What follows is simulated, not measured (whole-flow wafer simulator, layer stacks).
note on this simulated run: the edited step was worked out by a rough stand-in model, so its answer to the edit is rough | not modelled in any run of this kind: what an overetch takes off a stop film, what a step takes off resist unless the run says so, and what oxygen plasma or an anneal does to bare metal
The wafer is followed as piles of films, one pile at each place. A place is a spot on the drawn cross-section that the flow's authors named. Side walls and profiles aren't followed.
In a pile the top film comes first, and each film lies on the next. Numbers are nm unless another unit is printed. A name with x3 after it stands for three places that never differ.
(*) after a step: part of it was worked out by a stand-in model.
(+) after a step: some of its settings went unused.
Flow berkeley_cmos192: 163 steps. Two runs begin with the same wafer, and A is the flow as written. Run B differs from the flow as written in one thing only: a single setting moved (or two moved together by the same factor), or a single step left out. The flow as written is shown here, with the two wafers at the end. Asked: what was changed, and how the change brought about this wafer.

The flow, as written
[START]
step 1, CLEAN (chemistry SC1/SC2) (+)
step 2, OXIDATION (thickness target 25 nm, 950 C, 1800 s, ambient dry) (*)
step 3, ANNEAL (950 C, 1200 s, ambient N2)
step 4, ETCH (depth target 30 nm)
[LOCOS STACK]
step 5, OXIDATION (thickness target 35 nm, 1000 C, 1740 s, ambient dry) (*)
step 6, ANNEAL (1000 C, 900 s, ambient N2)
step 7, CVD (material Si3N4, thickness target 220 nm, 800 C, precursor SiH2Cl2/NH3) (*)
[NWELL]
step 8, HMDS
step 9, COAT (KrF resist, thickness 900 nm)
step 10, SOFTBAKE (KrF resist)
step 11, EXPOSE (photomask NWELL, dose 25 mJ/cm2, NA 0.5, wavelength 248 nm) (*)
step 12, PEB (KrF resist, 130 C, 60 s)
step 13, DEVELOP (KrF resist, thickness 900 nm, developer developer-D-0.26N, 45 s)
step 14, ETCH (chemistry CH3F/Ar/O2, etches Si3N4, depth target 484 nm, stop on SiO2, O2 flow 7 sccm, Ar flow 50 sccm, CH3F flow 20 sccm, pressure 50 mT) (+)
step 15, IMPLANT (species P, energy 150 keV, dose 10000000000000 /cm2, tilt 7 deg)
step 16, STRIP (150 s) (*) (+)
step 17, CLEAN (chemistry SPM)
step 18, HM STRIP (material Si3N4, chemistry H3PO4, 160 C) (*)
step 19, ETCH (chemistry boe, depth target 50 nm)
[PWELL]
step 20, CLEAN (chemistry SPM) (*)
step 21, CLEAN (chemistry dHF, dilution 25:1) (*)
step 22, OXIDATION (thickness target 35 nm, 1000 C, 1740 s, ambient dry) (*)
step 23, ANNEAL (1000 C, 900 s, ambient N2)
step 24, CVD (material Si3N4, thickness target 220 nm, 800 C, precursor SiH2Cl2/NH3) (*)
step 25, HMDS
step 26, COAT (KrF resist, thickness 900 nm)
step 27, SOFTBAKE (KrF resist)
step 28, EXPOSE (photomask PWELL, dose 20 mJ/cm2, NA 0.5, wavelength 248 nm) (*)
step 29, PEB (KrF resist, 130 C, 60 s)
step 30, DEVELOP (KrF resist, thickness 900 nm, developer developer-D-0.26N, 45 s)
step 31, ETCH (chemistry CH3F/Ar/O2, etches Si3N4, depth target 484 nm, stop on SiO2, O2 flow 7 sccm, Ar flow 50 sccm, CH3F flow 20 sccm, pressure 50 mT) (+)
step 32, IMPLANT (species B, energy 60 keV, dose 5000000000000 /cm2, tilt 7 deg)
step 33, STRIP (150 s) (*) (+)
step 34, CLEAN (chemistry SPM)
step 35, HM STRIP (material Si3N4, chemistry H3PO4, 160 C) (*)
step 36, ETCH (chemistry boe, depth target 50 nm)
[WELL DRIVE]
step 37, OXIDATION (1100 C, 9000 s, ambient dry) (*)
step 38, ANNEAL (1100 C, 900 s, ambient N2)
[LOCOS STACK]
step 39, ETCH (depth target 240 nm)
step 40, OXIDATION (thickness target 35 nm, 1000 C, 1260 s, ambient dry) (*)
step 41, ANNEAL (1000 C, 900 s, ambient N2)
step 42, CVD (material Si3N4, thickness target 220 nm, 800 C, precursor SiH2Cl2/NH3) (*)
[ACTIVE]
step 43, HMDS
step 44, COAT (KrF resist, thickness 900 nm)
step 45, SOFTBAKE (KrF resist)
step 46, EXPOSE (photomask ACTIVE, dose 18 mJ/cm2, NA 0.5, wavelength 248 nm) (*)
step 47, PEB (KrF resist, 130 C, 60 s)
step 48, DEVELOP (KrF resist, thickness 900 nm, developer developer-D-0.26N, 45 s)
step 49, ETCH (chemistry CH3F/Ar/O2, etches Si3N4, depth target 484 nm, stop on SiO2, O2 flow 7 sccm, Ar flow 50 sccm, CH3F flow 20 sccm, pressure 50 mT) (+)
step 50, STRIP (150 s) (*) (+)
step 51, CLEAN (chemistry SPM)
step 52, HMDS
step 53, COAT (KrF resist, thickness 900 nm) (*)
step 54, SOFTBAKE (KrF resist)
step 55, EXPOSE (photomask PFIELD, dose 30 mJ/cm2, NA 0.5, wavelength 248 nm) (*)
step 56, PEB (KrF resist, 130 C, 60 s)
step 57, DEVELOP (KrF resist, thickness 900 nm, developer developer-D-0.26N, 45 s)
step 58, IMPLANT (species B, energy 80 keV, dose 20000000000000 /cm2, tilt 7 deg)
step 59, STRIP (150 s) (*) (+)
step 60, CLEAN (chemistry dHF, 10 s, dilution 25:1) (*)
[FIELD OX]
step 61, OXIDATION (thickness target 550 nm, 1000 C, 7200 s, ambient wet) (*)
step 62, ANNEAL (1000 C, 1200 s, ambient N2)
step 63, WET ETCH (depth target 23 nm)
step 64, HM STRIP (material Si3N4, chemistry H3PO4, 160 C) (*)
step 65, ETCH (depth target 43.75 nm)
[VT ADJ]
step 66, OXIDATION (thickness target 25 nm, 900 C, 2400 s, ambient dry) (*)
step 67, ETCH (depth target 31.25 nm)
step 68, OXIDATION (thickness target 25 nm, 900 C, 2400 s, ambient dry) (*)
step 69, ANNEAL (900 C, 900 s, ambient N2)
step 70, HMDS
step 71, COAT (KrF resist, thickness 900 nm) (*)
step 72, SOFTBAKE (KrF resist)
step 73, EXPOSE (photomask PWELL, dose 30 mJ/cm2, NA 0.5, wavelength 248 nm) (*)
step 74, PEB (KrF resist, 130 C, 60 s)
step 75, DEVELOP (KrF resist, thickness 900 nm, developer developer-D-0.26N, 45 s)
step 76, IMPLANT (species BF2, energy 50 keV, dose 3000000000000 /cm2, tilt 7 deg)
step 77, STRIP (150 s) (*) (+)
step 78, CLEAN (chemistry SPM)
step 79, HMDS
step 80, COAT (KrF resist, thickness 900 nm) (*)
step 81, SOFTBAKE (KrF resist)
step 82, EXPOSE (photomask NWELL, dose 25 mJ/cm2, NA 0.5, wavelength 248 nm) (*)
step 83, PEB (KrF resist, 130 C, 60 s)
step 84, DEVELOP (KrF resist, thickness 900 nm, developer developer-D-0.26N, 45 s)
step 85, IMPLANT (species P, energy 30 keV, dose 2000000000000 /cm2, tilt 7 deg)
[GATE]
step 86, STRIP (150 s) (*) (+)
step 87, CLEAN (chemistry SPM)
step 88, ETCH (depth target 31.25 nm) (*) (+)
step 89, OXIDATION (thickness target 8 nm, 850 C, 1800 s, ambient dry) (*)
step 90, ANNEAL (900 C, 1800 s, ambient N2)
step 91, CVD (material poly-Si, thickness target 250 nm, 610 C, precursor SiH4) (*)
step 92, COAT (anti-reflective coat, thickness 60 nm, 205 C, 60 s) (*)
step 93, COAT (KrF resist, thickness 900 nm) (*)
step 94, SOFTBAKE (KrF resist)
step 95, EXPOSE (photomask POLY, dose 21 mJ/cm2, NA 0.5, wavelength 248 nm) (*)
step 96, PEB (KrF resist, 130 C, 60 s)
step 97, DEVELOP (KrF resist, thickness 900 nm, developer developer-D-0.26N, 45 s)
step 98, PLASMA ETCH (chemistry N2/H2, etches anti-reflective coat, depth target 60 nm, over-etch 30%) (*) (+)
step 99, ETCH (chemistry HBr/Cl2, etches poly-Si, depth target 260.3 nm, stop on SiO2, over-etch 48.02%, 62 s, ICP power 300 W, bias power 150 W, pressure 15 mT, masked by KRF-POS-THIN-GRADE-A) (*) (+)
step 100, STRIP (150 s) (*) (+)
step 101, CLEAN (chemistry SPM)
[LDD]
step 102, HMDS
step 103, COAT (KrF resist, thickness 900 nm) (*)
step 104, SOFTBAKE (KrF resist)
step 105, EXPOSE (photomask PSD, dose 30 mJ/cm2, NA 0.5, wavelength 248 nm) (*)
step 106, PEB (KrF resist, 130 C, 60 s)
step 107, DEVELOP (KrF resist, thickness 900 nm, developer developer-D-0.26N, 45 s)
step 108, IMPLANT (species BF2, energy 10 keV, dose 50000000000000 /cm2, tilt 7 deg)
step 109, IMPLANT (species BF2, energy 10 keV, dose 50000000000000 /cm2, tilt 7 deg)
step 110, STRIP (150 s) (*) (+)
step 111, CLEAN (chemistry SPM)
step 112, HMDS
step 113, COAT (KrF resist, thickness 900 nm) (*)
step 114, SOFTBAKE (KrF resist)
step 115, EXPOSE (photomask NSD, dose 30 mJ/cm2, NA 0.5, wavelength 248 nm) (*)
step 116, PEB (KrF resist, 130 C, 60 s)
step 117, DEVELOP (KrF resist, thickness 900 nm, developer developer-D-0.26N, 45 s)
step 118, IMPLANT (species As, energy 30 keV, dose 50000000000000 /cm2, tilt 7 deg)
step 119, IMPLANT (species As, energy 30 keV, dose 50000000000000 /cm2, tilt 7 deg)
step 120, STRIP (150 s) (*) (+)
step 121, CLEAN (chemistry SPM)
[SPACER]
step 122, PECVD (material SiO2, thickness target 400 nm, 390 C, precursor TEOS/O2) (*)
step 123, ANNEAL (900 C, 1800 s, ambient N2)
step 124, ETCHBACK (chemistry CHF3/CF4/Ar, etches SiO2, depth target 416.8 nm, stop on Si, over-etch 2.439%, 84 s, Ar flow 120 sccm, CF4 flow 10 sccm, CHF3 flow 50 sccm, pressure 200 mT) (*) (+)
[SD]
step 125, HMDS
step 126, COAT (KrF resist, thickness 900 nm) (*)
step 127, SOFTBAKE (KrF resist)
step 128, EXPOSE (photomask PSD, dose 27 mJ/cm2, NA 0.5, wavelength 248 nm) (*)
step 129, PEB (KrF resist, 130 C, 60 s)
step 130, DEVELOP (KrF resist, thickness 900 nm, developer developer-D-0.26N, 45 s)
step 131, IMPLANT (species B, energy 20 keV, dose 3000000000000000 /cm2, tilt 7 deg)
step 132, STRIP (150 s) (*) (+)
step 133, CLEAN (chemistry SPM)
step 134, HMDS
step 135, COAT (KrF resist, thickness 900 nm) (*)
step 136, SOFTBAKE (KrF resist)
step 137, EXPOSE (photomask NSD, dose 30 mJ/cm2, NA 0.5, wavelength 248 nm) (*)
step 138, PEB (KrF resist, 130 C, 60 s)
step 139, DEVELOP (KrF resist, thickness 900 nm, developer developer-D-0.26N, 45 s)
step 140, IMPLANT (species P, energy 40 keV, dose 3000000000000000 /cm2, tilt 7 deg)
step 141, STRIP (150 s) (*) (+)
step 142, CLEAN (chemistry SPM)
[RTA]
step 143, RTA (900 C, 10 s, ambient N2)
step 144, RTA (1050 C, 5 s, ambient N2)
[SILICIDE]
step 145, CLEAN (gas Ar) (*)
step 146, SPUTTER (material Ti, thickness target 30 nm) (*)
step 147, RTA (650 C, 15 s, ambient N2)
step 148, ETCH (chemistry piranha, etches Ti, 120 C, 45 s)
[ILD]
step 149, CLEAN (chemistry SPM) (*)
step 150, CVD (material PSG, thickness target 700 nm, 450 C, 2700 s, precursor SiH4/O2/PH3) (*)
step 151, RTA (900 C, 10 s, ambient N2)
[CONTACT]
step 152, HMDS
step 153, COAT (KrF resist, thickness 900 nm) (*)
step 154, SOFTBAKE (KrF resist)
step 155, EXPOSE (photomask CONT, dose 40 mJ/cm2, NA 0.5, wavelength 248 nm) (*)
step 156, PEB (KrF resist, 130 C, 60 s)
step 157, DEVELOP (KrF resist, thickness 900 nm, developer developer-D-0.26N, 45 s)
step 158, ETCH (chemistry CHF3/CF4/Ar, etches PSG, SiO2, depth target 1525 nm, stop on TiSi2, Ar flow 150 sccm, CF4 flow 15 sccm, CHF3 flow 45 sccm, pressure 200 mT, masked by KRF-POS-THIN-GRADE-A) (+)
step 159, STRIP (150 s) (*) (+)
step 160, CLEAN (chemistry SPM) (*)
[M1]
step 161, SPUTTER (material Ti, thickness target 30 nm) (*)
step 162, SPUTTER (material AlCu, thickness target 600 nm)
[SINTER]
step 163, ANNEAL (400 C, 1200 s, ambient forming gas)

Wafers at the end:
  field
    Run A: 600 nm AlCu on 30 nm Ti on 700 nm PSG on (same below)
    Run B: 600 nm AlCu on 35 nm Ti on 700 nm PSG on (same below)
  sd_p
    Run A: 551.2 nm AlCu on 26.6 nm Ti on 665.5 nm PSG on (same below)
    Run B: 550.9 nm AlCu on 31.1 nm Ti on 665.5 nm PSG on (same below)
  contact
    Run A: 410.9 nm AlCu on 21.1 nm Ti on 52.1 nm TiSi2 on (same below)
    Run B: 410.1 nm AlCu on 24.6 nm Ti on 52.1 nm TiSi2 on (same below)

The reason: step 161, SPUTTER: thickness target 35 nm was run, though the flow has thickness target 30 nm.
The wafer itself shows it: field has Ti 35, and step 161 as written asks for 30 nm.

How this came from the change, step by step:
  step 161, SPUTTER (material Ti, thickness target 30 nm) (*)
      field, sd_n, spacer_n, gate, spacer_p, gate_p, m1: A Ti gains 30 (new film) | B Ti gains 35 (new film)
      sd_p: A Ti gains 26.6 (new film) | B Ti gains 31.1 (new film)
      (also at 1 further place)
